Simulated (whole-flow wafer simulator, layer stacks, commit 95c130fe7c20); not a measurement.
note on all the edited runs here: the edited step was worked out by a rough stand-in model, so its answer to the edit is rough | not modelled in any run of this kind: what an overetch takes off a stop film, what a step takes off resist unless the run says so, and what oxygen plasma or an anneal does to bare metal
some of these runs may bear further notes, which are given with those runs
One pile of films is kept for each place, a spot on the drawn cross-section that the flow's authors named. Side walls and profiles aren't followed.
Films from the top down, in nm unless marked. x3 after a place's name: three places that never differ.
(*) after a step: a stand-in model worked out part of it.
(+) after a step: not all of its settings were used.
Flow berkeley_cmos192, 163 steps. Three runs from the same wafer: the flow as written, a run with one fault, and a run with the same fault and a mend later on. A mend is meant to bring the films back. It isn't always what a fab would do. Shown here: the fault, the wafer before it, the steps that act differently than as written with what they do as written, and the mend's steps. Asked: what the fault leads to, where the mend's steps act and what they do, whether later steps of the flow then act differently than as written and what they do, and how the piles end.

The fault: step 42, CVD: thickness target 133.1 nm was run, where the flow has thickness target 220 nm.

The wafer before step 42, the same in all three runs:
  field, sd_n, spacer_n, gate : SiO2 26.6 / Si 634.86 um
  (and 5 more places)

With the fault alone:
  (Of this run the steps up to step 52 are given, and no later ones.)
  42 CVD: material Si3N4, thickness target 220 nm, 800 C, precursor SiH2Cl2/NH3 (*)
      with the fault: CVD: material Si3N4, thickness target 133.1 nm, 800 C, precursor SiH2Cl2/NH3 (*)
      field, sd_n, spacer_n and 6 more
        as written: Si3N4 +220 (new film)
        with the fault: Si3N4 +133.1 (new film)
  Later steps of the flow that act differently than as written:
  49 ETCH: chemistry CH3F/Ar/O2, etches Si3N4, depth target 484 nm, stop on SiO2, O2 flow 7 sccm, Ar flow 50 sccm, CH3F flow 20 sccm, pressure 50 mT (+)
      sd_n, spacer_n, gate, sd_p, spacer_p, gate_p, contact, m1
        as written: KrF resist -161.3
        with the fault: KrF resist -103.4
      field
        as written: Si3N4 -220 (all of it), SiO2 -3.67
        with the fault: Si3N4 -133.1 (all of it), SiO2 -3.67
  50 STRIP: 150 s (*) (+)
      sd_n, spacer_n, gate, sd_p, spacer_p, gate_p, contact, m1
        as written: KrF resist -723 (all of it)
        with the fault: KrF resist -781 (all of it)
  After step 52 the piles differ from the flow's by more than 2% or 0.5 nm, whichever is larger, at sd_n, spacer_n, gate, sd_p, spacer_p, gate_p, contact, m1.
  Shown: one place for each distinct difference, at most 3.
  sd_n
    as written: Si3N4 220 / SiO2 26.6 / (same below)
    with the fault: Si3N4 133.1 / SiO2 26.6 / (same below)

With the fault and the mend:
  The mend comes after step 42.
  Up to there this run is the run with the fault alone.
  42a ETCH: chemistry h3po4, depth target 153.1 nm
      field, sd_n, spacer_n and 6 more
        Si3N4 -133.1 (all of it)
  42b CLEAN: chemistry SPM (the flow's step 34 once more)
      changes no film at any place that is followed
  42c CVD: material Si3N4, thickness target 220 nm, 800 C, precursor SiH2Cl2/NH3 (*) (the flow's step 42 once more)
      field, sd_n, spacer_n and 6 more
        Si3N4 +220 (new film)
  No later step of the flow acts differently than as written at any place that is followed.
  At the end the piles are the same as the flow's at every place that both follow.
